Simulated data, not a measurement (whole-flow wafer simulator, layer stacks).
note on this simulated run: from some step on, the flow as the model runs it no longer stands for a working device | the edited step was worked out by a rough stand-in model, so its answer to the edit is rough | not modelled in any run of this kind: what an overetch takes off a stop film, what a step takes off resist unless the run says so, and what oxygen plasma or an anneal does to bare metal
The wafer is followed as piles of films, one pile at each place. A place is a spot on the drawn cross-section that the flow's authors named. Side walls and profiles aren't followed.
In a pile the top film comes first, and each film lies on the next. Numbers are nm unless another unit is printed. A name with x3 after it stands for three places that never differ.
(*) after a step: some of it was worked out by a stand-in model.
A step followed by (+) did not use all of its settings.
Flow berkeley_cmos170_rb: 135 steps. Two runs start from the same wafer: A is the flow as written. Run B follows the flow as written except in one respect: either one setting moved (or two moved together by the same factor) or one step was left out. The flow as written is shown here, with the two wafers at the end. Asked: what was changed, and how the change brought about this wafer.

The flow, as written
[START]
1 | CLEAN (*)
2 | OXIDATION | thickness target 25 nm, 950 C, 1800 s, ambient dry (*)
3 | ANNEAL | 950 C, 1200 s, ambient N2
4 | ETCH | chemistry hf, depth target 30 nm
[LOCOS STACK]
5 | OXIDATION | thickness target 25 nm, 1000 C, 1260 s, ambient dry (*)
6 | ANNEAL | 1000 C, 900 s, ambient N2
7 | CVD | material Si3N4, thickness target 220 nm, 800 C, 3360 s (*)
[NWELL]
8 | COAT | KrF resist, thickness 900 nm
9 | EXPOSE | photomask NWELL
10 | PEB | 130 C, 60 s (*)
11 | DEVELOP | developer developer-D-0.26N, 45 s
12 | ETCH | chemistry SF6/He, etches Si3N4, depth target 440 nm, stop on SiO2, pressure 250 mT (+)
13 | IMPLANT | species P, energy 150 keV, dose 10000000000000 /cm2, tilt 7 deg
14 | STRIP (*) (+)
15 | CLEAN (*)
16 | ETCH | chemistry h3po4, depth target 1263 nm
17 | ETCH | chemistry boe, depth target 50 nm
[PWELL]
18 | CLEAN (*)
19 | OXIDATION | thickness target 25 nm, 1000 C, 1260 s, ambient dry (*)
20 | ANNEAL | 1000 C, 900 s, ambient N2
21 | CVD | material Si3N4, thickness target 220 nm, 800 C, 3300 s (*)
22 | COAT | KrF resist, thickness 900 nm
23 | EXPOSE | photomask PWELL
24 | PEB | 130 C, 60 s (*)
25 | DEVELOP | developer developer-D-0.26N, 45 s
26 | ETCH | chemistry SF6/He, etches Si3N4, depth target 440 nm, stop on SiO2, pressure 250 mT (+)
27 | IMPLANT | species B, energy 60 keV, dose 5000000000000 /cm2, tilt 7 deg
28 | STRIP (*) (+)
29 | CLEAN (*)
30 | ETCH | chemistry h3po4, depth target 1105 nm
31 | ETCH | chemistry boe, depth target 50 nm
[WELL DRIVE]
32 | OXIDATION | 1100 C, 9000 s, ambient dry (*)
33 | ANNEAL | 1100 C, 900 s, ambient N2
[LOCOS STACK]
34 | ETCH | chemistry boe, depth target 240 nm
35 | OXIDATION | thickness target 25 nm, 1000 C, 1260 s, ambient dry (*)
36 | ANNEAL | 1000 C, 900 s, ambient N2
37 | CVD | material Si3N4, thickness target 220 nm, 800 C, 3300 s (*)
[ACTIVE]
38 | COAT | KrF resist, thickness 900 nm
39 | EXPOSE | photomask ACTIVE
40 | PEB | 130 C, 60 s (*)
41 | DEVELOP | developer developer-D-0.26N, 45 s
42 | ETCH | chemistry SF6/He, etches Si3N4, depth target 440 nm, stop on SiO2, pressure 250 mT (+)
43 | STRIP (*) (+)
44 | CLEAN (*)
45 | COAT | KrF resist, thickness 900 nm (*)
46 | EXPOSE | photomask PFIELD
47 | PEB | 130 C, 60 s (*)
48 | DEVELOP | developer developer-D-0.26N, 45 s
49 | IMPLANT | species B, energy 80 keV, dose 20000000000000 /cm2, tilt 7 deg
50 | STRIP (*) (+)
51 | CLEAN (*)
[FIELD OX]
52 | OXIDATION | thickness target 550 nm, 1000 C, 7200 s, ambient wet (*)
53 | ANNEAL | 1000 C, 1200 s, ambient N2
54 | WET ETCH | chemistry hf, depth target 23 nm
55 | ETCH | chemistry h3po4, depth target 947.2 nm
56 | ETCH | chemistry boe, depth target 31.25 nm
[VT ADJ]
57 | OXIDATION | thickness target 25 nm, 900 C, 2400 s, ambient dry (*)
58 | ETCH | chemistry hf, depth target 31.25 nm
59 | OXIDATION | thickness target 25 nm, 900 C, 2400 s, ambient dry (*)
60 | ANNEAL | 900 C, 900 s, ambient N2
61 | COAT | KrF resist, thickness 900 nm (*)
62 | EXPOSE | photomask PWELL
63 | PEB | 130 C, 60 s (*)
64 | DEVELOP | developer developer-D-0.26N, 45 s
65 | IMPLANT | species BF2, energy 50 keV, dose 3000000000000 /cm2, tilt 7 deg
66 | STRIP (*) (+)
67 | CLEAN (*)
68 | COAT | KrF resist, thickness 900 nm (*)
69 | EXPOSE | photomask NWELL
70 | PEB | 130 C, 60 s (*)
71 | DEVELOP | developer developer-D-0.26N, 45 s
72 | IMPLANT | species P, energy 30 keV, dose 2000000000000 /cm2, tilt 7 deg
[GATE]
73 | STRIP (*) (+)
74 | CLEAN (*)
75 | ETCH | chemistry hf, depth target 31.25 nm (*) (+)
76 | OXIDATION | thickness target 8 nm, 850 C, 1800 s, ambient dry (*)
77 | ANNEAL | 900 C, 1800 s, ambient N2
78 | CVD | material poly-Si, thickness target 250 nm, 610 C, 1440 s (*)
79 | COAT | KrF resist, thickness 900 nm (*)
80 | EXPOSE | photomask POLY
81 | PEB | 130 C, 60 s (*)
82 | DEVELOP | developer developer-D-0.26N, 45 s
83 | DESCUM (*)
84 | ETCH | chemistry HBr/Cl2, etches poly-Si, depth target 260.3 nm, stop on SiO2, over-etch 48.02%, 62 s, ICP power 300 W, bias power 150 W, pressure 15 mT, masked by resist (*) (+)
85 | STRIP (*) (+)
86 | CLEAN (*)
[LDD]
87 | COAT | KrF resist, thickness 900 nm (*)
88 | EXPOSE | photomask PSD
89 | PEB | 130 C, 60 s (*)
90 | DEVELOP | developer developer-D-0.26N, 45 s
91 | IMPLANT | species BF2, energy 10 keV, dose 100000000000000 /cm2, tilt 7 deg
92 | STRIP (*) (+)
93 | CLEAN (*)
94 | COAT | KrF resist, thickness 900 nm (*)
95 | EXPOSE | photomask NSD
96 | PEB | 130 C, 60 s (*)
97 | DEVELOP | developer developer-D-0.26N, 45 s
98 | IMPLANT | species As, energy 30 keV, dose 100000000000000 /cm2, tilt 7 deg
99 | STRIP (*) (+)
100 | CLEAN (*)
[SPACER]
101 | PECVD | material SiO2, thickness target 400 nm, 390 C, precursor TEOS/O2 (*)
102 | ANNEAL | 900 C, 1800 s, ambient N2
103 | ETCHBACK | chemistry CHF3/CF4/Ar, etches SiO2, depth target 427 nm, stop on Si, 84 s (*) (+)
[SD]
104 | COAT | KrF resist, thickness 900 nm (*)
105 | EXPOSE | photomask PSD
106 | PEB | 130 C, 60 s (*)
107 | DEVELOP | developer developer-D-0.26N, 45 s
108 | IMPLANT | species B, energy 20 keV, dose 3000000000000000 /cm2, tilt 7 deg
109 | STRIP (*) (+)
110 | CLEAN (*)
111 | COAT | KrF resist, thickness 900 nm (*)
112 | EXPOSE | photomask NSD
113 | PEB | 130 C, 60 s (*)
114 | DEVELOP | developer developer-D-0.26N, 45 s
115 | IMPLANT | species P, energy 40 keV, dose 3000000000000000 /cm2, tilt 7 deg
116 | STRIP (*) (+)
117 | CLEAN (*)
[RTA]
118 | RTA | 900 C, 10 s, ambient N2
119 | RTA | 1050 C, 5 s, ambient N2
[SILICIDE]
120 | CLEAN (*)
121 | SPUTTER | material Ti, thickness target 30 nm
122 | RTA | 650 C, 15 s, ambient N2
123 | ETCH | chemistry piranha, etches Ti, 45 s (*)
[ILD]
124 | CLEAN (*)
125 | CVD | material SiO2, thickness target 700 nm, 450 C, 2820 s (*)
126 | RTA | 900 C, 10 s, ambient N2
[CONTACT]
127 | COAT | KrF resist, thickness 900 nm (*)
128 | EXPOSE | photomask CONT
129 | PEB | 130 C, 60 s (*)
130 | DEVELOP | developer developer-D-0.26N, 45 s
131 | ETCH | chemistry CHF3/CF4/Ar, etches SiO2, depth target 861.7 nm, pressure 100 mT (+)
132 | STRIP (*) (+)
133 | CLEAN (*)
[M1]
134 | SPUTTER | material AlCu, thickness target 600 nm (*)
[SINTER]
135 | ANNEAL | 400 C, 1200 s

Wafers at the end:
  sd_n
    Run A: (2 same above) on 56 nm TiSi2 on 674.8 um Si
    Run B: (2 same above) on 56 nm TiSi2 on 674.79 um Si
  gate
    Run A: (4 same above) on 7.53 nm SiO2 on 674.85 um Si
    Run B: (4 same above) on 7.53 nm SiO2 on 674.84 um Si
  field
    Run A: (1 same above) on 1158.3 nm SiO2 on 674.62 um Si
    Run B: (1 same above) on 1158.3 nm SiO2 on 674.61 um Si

What caused this: step 32, OXIDATION: 10800 s was run, though the flow has 9000 s.

How this came from the change, step by step:
  32 | OXIDATION | 1100 C, 9000 s, ambient dry (*)
      field, sd_n, spacer_n and 6 more: A +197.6 SiO2 (new film), -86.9 Si | B +220.6 SiO2 (new film), -97.1 Si
  34 | ETCH | chemistry boe, depth target 240 nm
      field, sd_n, spacer_n and 6 more: A -197.6 SiO2 (all of it) | B -220.6 SiO2 (all of it)
